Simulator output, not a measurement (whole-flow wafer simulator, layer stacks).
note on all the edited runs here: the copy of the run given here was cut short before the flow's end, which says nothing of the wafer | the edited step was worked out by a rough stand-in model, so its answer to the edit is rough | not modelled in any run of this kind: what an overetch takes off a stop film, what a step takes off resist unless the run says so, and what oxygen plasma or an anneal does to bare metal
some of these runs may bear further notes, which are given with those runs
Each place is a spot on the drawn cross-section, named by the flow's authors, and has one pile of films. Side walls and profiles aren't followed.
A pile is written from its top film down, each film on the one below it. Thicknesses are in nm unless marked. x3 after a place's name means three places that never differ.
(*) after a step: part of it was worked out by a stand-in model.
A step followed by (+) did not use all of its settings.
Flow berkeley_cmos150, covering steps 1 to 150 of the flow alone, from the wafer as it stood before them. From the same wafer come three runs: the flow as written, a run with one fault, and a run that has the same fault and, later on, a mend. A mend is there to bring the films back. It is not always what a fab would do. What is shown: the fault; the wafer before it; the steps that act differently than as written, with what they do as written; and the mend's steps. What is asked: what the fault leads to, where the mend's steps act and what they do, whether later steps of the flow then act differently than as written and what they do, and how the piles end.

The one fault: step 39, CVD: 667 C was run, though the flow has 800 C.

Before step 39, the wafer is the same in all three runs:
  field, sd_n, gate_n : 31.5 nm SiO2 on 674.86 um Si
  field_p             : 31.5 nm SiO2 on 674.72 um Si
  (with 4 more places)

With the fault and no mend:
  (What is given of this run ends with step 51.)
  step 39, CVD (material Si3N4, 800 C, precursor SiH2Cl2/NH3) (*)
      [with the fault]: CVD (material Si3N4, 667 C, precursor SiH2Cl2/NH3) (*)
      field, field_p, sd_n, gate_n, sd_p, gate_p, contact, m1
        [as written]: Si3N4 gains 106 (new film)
        [with the fault]: Si3N4 gains 10.2 (new film)
  Later steps of the flow acting differently than as written:
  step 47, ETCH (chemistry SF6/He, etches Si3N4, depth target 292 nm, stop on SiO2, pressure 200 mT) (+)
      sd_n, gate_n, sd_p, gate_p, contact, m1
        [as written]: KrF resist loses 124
        [with the fault]: KrF resist loses 19.8
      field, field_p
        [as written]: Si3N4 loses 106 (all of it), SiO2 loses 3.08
        [with the fault]: Si3N4 loses 10.2 (all of it), SiO2 loses 3.08
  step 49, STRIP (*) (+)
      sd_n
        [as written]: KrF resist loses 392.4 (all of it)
        [with the fault]: KrF resist loses 496.5 (all of it)
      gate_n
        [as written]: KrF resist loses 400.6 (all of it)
        [with the fault]: KrF resist loses 504.8 (all of it)
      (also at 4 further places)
  After step 51, at sd_n, gate_n, sd_p, gate_p, contact, m1, the piles differ from the flow's by more than 2% or 0.5 nm, whichever is larger.
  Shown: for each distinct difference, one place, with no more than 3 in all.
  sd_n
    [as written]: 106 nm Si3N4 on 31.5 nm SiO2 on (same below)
    [with the fault]: 10.2 nm Si3N4 on 31.5 nm SiO2 on (same below)

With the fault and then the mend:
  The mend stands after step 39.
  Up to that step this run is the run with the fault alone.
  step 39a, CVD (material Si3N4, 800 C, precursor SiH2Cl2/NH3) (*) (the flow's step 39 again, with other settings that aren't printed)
      field, field_p, sd_n, gate_n, sd_p, gate_p, contact, m1
        Si3N4 gains 95.9
  None of the later steps of the flow differs from how it acts as written, at any place that is followed, by more than 2% or 0.5 nm, whichever is larger.
  The piles end the same as the flow's at every place that both follow.
